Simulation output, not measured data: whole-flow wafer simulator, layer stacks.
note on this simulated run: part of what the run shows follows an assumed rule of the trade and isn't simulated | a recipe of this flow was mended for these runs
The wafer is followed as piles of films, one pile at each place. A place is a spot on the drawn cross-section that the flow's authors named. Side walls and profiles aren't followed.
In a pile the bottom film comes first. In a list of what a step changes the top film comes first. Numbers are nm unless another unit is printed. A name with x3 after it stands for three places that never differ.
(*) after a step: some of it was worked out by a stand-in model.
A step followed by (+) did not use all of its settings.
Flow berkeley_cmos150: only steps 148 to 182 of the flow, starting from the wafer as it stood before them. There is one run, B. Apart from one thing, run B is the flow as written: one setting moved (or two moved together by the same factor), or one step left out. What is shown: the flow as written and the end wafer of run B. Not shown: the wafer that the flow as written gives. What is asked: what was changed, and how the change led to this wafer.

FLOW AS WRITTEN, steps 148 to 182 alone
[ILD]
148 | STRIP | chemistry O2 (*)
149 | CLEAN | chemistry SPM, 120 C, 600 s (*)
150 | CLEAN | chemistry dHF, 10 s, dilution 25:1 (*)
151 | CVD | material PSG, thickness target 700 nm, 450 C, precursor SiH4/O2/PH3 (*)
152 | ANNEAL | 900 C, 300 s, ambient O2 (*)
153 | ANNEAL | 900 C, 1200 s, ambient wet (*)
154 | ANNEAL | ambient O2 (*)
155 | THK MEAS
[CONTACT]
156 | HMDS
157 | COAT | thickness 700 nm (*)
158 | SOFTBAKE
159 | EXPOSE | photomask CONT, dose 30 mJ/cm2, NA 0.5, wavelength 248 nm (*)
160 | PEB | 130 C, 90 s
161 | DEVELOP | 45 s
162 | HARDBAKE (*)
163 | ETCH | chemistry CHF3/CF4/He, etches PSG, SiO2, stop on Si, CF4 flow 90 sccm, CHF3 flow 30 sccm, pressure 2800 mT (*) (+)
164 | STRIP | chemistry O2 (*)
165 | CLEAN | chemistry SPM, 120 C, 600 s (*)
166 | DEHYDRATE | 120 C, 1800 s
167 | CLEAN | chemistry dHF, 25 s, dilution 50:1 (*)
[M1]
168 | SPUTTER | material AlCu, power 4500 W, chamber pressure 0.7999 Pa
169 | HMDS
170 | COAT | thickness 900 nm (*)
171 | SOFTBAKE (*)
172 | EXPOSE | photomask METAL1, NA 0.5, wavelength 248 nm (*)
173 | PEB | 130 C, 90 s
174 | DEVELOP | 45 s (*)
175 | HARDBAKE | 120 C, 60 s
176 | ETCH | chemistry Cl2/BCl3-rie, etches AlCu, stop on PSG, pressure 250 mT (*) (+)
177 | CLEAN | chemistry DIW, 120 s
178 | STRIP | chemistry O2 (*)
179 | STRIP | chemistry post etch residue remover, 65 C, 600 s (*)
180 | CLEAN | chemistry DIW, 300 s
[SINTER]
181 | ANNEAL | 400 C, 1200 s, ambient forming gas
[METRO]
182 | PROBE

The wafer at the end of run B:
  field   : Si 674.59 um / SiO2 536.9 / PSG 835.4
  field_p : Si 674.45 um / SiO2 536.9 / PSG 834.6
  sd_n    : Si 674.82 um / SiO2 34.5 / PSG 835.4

What caused this: step 151, CVD: thickness target 952 nm was run, while the flow as written has thickness target 700 nm; step 167, CLEAN: 34 s was run, where the flow has 25 s.

Step by step, how the change led to this:
  151 | CVD | material PSG, thickness target 700 nm, 450 C, precursor SiH4/O2/PH3 (*)
      field, field_p, sd_n, gate_n, gate_p, contact, m1: +952 PSG (new film) (in the flow as written it would be: +700 PSG (new film))
      sd_p: +927.6 PSG (new film) (in the flow as written it would be: +639.5 PSG (new film))
  153 | ANNEAL | 900 C, 1200 s, ambient wet (*)
      sd_n, contact, m1: -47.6 PSG, +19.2 SiO2, -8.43 Si (in the flow as written it would be: -35 PSG, +22.8 SiO2, -10 Si)
      field, field_p: -47.6 PSG, +14.3 SiO2, -6.3 Si (in the flow as written it would be: -35 PSG, +16.3 SiO2, -7.15 Si)
      (as well as at 3 more places)
  157 | COAT | thickness 700 nm (*)
      sd_p: +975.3 KrF-resist (new film) (in the flow as written it would be: +1000.3 KrF-resist (new film))
  163 | ETCH | chemistry CHF3/CF4/He, etches PSG, SiO2, stop on Si, CF4 flow 90 sccm, CHF3 flow 30 sccm, pressure 2800 mT (*) (+)
      field, field_p, sd_n, gate_n, sd_p, gate_p, m1: -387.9 KrF-resist (in the flow as written it would be: -303.7 KrF-resist)
      contact: -904.4 PSG (all of it), -34.5 SiO2 (all of it), -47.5 Si (in the flow as written it would be: -665 PSG (all of it), -38.1 SiO2 (all of it), -47.5 Si)
  164 | STRIP | chemistry O2 (*)
      field: -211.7 KrF-resist (all of it) (in the flow as written it would be: -294.5 KrF-resist (all of it))
      field_p: -316.9 KrF-resist (all of it) (in the flow as written it would be: -397.1 KrF-resist (all of it))
      (as well as at 5 more places)
  167 | CLEAN | chemistry dHF, 25 s, dilution 50:1 (*)
      field, field_p, sd_n, gate_n, sd_p, gate_p, m1: -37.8 PSG (in the flow as written it would be: -27.8 PSG)
  168 | SPUTTER | material AlCu, power 4500 W, chamber pressure 0.7999 Pa
      sd_p: +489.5 AlCu (new film) (in the flow as written it would be: +471.4 AlCu (new film))
      contact: +397.3 AlCu (new film) (in the flow as written it would be: +443.6 AlCu (new film))
  170 | COAT | thickness 900 nm (*)
      field: +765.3 thick-KrF-resist (new film) (in the flow as written it would be: +782.6 thick-KrF-resist (new film))
      sd_p: +1347.5 thick-KrF-resist (new film) (in the flow as written it would be: +1400.4 thick-KrF-resist (new film))
      (as well as at 2 more places)
  173 | PEB | 130 C, 90 s
      contact: -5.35 thick-KrF-resist (in the flow as written it would be: -4.56 thick-KrF-resist)
  174 | DEVELOP | 45 s (*)
      field: -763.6 thick-KrF-resist (all of it), -10 AlCu (in the flow as written it would be: -780.8 thick-KrF-resist (all of it), -10 AlCu)
      sd_p: -1344 thick-KrF-resist (all of it), -10 AlCu (in the flow as written it would be: -1396.9 thick-KrF-resist (all of it), -10 AlCu)
  175 | HARDBAKE | 120 C, 60 s
      contact: -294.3 thick-KrF-resist (in the flow as written it would be: -263.1 thick-KrF-resist)
      m1: -144.4 thick-KrF-resist (in the flow as written it would be: -148.2 thick-KrF-resist)
  176 | ETCH | chemistry Cl2/BCl3-rie, etches AlCu, stop on PSG, pressure 250 mT (*) (+)
      sd_p: -479.5 AlCu (all of it), -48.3 PSG (in the flow as written it would be: -461.4 AlCu (all of it), -50.6 PSG)
      gate_p: -609.8 AlCu (all of it), -32 PSG (in the flow as written it would be: -616.1 AlCu (all of it), -31.2 PSG)
  178 | STRIP | chemistry O2 (*)
      contact: -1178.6 thick-KrF-resist (all of it) (in the flow as written it would be: -1006.2 thick-KrF-resist (all of it))
      m1: -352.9 thick-KrF-resist (all of it) (in the flow as written it would be: -373.8 thick-KrF-resist (all of it))
